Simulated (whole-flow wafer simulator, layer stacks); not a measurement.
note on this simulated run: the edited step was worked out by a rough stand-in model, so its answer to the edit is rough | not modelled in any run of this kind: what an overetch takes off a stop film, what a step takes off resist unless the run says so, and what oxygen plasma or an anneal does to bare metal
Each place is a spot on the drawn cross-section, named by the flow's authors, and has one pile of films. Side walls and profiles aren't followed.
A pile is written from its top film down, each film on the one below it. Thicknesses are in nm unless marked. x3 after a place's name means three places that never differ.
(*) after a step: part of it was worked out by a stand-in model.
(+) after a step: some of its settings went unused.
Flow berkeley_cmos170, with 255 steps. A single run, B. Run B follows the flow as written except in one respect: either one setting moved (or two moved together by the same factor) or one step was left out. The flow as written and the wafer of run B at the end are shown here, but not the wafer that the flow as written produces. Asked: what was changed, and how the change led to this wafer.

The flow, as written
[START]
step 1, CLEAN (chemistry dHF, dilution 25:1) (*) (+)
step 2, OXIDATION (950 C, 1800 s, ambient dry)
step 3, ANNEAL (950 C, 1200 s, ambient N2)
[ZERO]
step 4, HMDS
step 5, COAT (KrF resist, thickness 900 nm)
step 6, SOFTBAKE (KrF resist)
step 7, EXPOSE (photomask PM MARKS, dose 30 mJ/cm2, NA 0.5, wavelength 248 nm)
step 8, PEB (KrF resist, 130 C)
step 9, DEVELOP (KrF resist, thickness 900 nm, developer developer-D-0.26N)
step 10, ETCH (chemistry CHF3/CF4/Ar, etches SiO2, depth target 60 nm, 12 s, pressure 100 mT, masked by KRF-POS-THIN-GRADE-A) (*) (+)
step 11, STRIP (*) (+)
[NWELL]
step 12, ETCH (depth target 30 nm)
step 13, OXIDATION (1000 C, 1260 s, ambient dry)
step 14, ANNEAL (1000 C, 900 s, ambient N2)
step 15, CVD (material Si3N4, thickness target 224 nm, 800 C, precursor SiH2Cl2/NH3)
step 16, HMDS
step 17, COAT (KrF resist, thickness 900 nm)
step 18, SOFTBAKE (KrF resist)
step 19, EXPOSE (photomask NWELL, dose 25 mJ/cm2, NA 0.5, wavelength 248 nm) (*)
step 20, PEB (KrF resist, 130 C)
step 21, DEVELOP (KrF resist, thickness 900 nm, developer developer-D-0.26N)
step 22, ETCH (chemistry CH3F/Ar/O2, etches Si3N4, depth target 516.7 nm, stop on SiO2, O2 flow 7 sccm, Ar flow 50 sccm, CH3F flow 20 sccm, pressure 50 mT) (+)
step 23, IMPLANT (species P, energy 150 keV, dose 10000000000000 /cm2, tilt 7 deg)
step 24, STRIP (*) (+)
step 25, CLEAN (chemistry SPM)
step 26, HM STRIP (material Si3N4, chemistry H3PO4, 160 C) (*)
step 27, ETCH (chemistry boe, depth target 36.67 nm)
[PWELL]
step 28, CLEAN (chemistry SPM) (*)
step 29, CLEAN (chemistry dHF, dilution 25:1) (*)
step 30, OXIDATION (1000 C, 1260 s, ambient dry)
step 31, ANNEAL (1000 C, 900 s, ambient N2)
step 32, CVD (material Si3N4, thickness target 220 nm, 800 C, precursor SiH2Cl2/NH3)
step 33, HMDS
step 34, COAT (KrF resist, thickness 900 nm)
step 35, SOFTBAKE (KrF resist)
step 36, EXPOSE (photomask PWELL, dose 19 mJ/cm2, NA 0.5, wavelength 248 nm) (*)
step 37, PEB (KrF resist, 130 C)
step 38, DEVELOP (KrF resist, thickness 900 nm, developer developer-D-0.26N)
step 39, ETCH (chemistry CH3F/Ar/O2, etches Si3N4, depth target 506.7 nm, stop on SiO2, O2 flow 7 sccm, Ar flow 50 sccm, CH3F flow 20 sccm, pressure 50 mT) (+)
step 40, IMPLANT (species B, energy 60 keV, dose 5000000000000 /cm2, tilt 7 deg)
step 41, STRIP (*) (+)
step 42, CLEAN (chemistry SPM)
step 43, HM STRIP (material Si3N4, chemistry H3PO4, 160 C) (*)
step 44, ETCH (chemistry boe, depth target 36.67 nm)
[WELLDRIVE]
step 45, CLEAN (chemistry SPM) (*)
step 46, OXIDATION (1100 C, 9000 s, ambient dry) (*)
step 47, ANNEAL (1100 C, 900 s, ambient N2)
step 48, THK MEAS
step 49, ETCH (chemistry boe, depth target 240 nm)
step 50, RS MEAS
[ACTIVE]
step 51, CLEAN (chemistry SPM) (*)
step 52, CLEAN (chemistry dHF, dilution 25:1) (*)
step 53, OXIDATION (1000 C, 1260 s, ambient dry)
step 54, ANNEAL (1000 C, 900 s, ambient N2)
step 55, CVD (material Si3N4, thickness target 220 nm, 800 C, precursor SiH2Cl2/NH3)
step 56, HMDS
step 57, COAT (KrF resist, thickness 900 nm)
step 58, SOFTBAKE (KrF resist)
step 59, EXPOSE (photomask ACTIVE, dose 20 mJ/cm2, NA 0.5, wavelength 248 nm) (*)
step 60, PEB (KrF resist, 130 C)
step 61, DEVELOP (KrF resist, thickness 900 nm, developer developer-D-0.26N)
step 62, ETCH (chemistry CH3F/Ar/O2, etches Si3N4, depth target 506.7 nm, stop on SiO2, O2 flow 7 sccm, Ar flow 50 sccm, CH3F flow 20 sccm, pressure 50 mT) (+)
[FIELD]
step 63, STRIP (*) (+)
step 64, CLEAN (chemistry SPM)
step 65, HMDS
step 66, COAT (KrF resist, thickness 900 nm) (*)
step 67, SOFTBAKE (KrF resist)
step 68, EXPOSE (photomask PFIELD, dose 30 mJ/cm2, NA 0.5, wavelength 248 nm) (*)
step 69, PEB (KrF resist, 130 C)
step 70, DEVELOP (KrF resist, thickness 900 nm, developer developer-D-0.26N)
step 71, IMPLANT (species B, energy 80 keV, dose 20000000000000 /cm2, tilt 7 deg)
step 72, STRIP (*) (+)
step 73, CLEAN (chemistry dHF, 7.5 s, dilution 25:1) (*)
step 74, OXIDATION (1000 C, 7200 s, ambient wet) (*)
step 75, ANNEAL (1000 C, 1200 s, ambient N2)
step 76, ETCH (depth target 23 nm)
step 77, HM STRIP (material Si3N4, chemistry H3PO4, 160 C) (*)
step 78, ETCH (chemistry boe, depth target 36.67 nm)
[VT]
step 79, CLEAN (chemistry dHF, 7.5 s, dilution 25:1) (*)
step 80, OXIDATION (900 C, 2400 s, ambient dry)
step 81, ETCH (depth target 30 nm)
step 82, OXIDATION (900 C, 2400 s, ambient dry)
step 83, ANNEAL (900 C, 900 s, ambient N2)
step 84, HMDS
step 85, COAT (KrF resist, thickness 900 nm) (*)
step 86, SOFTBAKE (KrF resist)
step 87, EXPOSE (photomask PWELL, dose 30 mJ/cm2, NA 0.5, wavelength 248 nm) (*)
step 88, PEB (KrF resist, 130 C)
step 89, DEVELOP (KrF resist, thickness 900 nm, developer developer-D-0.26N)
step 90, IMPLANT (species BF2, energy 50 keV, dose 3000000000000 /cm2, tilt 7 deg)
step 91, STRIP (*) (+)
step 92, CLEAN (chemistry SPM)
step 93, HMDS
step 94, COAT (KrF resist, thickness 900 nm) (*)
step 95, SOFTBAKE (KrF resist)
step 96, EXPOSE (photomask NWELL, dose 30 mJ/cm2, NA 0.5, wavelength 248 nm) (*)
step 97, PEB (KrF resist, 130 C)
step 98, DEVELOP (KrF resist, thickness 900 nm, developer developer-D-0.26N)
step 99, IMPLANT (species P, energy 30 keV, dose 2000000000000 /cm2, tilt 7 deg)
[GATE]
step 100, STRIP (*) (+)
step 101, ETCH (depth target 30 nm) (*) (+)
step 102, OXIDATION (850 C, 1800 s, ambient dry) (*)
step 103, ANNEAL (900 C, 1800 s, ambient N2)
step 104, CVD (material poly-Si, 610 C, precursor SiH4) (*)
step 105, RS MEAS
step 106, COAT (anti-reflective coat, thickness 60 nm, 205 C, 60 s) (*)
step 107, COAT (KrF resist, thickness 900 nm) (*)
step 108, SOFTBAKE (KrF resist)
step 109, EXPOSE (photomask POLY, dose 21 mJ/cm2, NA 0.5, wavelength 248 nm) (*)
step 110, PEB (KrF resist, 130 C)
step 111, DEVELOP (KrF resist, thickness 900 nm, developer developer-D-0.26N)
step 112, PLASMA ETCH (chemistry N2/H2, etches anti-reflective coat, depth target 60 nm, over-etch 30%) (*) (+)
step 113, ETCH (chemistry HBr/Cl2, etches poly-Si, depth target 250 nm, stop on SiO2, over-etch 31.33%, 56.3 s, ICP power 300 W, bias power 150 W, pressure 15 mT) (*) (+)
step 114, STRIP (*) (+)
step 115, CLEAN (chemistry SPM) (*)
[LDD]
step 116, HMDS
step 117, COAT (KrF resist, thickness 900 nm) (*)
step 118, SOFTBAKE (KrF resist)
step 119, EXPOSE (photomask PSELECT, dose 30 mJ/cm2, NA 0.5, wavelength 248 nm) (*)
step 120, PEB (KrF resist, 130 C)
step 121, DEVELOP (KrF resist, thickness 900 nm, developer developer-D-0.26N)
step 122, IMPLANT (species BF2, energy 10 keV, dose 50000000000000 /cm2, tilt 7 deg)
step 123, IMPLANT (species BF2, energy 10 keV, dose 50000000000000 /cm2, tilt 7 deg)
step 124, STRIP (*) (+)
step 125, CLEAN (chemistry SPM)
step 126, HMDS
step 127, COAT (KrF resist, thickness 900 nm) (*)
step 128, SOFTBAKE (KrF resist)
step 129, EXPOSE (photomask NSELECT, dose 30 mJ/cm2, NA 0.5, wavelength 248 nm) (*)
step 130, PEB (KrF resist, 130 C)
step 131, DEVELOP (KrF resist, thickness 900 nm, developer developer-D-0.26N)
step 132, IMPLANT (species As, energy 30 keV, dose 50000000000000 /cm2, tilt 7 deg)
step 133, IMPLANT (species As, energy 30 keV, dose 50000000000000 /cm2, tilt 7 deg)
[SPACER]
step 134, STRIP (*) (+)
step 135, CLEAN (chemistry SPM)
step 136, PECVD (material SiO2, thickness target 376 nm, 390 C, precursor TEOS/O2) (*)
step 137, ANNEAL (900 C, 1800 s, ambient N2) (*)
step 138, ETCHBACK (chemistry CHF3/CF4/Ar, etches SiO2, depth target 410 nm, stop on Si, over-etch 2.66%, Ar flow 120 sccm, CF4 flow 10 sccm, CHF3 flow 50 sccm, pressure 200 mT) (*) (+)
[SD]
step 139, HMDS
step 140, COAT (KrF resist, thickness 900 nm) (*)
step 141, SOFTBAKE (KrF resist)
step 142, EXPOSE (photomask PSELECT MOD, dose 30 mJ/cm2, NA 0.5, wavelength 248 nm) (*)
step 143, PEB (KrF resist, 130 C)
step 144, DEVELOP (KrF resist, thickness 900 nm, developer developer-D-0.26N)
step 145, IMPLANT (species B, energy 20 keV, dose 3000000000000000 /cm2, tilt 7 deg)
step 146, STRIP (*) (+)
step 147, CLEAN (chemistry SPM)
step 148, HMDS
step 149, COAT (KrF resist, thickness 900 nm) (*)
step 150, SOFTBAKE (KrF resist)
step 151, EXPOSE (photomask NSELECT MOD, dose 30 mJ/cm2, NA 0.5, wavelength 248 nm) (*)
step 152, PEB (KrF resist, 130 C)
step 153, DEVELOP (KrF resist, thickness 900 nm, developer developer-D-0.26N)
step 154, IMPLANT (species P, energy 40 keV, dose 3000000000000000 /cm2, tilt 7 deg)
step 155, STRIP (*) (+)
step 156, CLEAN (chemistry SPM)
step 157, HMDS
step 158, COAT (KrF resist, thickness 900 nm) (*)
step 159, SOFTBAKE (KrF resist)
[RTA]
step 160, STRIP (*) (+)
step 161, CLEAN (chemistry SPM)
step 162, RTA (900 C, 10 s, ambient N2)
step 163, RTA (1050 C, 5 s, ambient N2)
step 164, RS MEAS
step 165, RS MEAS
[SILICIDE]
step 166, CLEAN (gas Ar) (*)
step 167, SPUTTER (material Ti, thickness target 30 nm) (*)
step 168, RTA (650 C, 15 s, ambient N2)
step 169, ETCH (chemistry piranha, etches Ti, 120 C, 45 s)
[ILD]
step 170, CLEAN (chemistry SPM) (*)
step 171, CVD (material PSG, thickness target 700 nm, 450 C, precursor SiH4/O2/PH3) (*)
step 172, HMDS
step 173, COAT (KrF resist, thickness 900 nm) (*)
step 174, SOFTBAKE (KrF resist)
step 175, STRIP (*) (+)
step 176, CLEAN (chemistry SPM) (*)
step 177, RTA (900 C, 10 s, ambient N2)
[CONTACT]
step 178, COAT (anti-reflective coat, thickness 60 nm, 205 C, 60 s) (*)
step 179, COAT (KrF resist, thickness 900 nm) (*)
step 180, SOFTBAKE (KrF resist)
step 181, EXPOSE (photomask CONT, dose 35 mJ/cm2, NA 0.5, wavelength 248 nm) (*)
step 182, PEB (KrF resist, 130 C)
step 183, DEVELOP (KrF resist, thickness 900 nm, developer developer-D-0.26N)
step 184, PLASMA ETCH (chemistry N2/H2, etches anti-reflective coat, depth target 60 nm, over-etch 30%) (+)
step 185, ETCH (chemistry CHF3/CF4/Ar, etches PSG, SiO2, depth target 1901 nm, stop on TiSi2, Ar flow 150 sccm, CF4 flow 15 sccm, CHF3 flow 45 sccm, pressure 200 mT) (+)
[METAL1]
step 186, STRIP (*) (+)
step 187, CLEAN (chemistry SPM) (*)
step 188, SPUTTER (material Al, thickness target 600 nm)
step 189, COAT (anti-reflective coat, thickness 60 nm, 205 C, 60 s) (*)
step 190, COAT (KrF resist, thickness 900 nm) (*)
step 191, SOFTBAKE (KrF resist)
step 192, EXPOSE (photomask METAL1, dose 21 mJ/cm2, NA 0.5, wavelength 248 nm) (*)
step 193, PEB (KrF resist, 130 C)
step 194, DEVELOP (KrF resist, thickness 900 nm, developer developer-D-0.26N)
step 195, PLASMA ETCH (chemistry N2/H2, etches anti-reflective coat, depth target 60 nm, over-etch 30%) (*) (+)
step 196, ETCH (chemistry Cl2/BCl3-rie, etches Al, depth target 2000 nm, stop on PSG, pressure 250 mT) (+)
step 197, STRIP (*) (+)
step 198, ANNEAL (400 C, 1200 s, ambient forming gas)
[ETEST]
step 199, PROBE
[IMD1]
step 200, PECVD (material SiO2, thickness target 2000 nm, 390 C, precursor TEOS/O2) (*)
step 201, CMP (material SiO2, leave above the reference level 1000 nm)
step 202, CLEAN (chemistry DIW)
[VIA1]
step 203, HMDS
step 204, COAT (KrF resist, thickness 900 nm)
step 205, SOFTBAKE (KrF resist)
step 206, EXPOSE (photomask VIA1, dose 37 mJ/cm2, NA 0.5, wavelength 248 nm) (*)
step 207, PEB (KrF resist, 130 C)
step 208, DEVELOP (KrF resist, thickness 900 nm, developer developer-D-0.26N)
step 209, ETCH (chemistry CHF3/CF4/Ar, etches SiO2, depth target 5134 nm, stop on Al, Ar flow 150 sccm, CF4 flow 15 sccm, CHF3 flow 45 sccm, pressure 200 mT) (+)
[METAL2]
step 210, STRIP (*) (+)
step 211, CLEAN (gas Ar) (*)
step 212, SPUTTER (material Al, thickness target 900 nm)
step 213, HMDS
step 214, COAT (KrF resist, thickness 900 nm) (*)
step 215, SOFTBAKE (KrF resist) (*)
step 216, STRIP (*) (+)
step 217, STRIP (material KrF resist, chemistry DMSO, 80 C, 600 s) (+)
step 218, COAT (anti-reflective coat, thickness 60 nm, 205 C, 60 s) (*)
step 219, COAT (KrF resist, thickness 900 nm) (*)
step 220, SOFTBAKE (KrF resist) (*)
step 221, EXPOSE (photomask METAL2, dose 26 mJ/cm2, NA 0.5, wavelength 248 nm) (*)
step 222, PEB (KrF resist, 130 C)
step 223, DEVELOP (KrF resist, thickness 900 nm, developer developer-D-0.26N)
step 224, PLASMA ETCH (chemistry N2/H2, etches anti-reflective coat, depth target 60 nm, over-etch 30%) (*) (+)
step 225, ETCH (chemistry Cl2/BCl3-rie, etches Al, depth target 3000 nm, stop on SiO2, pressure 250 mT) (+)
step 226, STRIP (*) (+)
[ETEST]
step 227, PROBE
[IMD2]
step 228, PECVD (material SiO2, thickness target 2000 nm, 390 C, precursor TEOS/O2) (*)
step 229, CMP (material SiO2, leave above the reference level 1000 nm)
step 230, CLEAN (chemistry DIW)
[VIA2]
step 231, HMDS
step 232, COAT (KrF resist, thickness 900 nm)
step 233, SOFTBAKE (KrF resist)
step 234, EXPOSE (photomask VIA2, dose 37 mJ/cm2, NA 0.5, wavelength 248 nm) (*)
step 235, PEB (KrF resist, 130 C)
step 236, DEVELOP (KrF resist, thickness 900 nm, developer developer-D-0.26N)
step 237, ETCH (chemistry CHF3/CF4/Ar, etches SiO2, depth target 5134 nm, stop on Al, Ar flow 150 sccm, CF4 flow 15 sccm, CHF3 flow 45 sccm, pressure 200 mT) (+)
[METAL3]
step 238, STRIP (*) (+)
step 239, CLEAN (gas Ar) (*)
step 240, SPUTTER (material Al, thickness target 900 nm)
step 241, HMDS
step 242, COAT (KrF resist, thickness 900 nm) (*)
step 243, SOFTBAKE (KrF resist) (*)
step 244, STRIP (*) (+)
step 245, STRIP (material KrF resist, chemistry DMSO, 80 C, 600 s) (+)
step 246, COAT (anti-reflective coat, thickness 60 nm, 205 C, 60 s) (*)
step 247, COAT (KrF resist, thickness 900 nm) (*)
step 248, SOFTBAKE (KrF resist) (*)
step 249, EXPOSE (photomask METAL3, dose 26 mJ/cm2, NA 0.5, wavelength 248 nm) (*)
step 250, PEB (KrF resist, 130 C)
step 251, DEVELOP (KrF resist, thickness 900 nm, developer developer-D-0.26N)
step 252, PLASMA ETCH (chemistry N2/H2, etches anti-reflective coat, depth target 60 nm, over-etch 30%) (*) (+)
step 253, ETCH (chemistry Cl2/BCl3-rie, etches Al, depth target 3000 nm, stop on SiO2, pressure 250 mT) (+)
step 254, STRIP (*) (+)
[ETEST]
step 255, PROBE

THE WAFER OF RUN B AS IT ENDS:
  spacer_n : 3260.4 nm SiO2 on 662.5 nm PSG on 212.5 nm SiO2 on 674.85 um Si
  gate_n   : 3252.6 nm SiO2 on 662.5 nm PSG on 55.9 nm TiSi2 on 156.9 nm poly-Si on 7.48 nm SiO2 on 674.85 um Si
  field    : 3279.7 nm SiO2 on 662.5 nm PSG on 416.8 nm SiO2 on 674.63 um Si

What caused this: step 136, PECVD: thickness target 414 nm was run, while the flow as written has thickness target 376 nm.

Step by step, how the change led to this:
  step 136, PECVD (material SiO2, thickness target 376 nm, 390 C, precursor TEOS/O2) (*)
      field, sd_n, spacer_n and 7 more: +414 SiO2 (in the flow as written it would be: +376 SiO2)
      gate_n, gate_p: +414 SiO2 (new film) (in the flow as written it would be: +376 SiO2 (new film))
  step 137, ANNEAL (900 C, 1800 s, ambient N2) (*)
      field, sd_n, spacer_n and 9 more: -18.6 SiO2 (in the flow as written it would be: -16.9 SiO2)
  step 138, ETCHBACK (chemistry CHF3/CF4/Ar, etches SiO2, depth target 410 nm, stop on Si, over-etch 2.66%, Ar flow 120 sccm, CF4 flow 10 sccm, CHF3 flow 50 sccm, pressure 200 mT) (*) (+)
      sd_n, sd_p, contact, m1, via1, m2, via2: -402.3 SiO2 (all of it) (in the flow as written it would be: -366 SiO2 (all of it))
      gate_n, gate_p: -395.4 SiO2 (all of it), -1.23 chemical SiO2 (all of it), -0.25 poly-Si (in the flow as written it would be: -359.1 SiO2 (all of it), -1.23 chemical SiO2 (all of it), -3.55 poly-Si)
  step 140, COAT (KrF resist, thickness 900 nm) (*)
      spacer_n: +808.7 KrF resist (new film) (in the flow as written it would be: +825.5 KrF resist (new film))
      gate_n: +809.1 KrF resist (new film) (in the flow as written it would be: +792.8 KrF resist (new film))
      (and at 1 other place as well)
  step 144, DEVELOP (KrF resist, thickness 900 nm, developer developer-D-0.26N)
      spacer_p: -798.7 KrF resist (all of it) (in the flow as written it would be: -817.6 KrF resist (all of it))
  step 146, STRIP (*) (+)
      sd_n: +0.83 chemical SiO2 (new film), -989.8 KrF resist (all of it), -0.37 Si (in the flow as written it would be: +0.83 chemical SiO2 (new film), -969.8 KrF resist (all of it), -0.36 Si)
      spacer_n: -793.2 KrF resist (all of it) (in the flow as written it would be: -810 KrF resist (all of it))
      (and at 1 other place as well)
  step 149, COAT (KrF resist, thickness 900 nm) (*)
      sd_n: +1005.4 KrF resist (new film) (in the flow as written it would be: +985.1 KrF resist (new film))
      spacer_n: +808.9 KrF resist (new film) (in the flow as written it would be: +825.9 KrF resist (new film))
      (and at 2 other places as well)
  step 153, DEVELOP (KrF resist, thickness 900 nm, developer developer-D-0.26N)
      sd_n: -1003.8 KrF resist (all of it) (in the flow as written it would be: -983.5 KrF resist (all of it))
      spacer_n: -807.7 KrF resist (all of it) (in the flow as written it would be: -824.6 KrF resist (all of it))
  step 155, STRIP (*) (+)
      spacer_p: -784.9 KrF resist (all of it) (in the flow as written it would be: -804 KrF resist (all of it))
  step 158, COAT (KrF resist, thickness 900 nm) (*)
      sd_n: +1005.3 KrF resist (new film) (in the flow as written it would be: +984.8 KrF resist (new film))
      spacer_n: +809 KrF resist (new film) (in the flow as written it would be: +825.6 KrF resist (new film))
      (and at 2 other places as well)
  step 160, STRIP (*) (+)
      sd_n: -1005.3 KrF resist (all of it), +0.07 chemical SiO2 (in the flow as written it would be: -984.8 KrF resist (all of it), +0.07 chemical SiO2)
      spacer_n: -809 KrF resist (all of it) (in the flow as written it would be: -825.6 KrF resist (all of it))
      (and at 2 other places as well)
  step 173, COAT (KrF resist, thickness 900 nm) (*)
      sd_n: +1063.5 KrF resist (new film) (in the flow as written it would be: +1038.7 KrF resist (new film))
      gate_n: +852.8 KrF resist (new film) (in the flow as written it would be: +832.4 KrF resist (new film))
      (and at 2 other places as well)
  step 175, STRIP (*) (+)
      sd_n: -1063.5 KrF resist (all of it) (in the flow as written it would be: -1038.7 KrF resist (all of it))
      gate_n: -852.8 KrF resist (all of it) (in the flow as written it would be: -832.4 KrF resist (all of it))
      (and at 2 other places as well)
  step 178, COAT (anti-reflective coat, thickness 60 nm, 205 C, 60 s) (*)
      sd_n: +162 anti-reflective coat (new film) (in the flow as written it would be: +135.1 anti-reflective coat (new film))
      spacer_n: +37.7 anti-reflective coat (new film) (in the flow as written it would be: +41.2 anti-reflective coat (new film))
      (and at 8 other places as well)
  step 184, PLASMA ETCH (chemistry N2/H2, etches anti-reflective coat, depth target 60 nm, over-etch 30%) (+)
      field, sd_n, spacer_n and 8 more: -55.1 KrF resist (in the flow as written it would be: -52.6 KrF resist)
      contact: -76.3 anti-reflective coat (all of it), -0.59 PSG (in the flow as written it would be: -72.8 anti-reflective coat (all of it), -0.56 PSG)
  step 186, STRIP (*) (+)
      sd_n: -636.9 KrF resist (all of it), -162 anti-reflective coat (all of it) (in the flow as written it would be: -643.8 KrF resist (all of it), -135.1 anti-reflective coat (all of it))
      spacer_n: -592.4 KrF resist (all of it), -37.7 anti-reflective coat (all of it) (in the flow as written it would be: -599.1 KrF resist (all of it), -41.2 anti-reflective coat (all of it))
      (and at 7 other places as well)
  ... 7 further steps ...
  step 201, CMP (material SiO2, leave above the reference level 1000 nm)
      spacer_n, spacer_p: -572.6 SiO2 (in the flow as written it would be: -536.3 SiO2)
      field: -553.3 SiO2 (in the flow as written it would be: -517 SiO2)
      (and at 1 other place as well)
